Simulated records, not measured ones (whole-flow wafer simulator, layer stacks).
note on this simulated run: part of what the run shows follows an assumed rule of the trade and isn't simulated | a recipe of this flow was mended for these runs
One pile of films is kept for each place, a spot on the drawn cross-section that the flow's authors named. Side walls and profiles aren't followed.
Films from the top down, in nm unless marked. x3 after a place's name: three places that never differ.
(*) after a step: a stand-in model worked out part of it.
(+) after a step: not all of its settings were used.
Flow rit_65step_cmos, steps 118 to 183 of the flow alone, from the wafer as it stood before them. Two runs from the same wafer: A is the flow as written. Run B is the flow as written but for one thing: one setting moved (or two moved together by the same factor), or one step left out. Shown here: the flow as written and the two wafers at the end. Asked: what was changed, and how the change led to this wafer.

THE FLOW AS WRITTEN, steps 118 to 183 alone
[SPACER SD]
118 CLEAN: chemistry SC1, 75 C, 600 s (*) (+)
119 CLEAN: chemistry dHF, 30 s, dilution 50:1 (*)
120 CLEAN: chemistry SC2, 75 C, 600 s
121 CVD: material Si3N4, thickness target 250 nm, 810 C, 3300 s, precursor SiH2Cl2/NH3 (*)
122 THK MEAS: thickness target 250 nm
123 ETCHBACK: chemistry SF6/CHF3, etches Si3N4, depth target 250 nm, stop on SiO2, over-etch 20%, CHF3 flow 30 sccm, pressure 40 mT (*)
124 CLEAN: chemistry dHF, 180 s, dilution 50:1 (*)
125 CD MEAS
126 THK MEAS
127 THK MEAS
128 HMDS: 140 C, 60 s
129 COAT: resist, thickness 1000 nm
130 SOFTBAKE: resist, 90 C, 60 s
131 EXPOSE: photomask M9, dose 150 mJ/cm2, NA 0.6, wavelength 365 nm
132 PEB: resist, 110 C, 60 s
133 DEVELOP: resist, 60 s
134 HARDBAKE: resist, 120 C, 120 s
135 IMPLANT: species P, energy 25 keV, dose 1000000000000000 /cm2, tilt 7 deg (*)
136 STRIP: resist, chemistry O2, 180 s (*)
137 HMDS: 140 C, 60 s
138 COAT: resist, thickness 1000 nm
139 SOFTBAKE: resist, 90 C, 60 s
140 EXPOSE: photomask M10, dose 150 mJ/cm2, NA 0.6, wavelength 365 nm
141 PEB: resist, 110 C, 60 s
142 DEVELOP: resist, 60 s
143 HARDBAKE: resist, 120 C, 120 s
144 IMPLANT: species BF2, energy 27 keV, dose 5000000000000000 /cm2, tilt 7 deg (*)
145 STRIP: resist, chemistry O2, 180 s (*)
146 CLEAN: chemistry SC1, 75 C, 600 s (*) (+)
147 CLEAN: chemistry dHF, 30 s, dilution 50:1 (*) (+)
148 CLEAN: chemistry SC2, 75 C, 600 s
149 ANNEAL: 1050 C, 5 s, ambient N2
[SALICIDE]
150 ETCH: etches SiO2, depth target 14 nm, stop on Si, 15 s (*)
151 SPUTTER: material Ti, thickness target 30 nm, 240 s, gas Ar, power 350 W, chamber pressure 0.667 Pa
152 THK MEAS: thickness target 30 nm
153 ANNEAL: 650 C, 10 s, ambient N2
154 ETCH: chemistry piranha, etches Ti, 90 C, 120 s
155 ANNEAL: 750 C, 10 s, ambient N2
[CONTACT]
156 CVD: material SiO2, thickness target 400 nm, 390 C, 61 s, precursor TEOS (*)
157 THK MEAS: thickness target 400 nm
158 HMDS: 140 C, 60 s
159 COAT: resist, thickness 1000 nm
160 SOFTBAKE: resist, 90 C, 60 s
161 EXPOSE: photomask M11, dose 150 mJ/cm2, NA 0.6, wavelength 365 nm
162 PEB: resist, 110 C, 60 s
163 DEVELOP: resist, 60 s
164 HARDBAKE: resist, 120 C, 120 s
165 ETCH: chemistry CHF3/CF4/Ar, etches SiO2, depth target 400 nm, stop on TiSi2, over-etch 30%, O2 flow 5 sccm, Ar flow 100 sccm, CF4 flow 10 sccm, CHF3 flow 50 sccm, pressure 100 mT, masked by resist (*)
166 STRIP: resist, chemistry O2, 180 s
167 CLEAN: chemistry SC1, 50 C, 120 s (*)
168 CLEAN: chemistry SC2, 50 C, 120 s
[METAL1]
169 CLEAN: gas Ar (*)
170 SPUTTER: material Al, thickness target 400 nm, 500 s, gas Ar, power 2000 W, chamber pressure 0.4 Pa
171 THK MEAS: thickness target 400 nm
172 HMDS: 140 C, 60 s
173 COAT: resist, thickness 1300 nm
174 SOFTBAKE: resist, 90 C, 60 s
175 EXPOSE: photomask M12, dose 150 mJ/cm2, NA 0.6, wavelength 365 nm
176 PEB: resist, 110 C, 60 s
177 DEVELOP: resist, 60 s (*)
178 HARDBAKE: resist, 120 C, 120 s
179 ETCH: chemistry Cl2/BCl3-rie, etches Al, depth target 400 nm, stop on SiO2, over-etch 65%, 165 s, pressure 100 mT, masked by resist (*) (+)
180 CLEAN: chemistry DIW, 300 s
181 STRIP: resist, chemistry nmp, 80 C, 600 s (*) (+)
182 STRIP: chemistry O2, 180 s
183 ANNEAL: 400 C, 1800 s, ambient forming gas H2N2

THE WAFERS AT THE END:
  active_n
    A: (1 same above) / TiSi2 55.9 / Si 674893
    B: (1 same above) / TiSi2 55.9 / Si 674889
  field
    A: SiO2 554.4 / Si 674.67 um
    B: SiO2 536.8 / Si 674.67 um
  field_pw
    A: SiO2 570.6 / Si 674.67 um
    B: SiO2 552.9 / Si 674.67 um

The cause: step 121, CVD: thickness target 227 nm was run, where the flow has thickness target 250 nm; step 121, CVD: 2990 s was run, where the flow has 3300 s.

How the change led to this, step by step:
  121 CVD: material Si3N4, thickness target 250 nm, 810 C, 3300 s, precursor SiH2Cl2/NH3 (*)
      field, field_pw, field_nw and 11 more: A Si3N4 +250 (new film) | B Si3N4 +227 (new film)
  123 ETCHBACK: chemistry SF6/CHF3, etches Si3N4, depth target 250 nm, stop on SiO2, over-etch 20%, CHF3 flow 30 sccm, pressure 40 mT (*)
      active_n, sd_n, contact, m1: A Si3N4 -250 (all of it), SiO2 -1.4 | B Si3N4 -227 (all of it), SiO2 -13.9 (all of it), Si -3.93
      active_p, sd_p: A Si3N4 -250 (all of it), SiO2 -1.4 | B Si3N4 -227 (all of it), SiO2 -13.4 (all of it), Si -3.97
      (and at 6 more places)
  124 CLEAN: chemistry dHF, 180 s, dilution 50:1 (*)
      active_n, sd_n, contact, m1: A SiO2 -12.5 (all of it) | B nothing
      active_p, sd_p: A SiO2 -12 (all of it) | B nothing
      (and at 2 more places)
  132 PEB: resist, 110 C, 60 s
      spacer_p: A resist -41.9 | B resist -42.8
  141 PEB: resist, 110 C, 60 s
      spacer: A resist -41.9 | B resist -42.8
  166 STRIP: resist, chemistry O2, 180 s
      spacer: A resist -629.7 (all of it) | B resist -643 (all of it)
      spacer_p: A resist -630.2 (all of it) | B resist -643.4 (all of it)
